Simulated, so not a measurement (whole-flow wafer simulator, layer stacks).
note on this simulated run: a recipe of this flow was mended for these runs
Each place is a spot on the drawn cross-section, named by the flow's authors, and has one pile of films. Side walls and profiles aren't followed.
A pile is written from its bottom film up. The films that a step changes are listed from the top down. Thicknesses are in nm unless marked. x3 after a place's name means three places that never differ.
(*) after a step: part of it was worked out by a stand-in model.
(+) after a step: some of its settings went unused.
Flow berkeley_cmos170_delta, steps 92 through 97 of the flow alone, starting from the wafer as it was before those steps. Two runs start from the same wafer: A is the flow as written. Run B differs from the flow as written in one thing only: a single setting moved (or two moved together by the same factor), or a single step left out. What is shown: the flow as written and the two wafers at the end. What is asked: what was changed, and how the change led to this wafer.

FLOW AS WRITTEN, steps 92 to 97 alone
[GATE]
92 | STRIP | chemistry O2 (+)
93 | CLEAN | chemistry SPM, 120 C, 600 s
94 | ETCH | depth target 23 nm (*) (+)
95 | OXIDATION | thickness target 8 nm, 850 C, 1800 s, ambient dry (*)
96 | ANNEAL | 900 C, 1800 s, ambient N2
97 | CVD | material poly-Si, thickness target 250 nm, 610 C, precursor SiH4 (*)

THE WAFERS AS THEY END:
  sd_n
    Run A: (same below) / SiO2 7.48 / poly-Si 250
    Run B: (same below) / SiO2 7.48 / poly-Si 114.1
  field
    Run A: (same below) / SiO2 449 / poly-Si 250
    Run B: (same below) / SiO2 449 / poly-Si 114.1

What caused this: step 97, CVD: 575 C was run, whereas the flow has 610 C.

The path from the change to this, step by step:
  97 | CVD | material poly-Si, thickness target 250 nm, 610 C, precursor SiH4 (*)
      field, sd_n, spacer_n, gate, sd_p, spacer_p x2, contact, m1: A +250 poly-Si (new film) | B +114.1 poly-Si (new film)
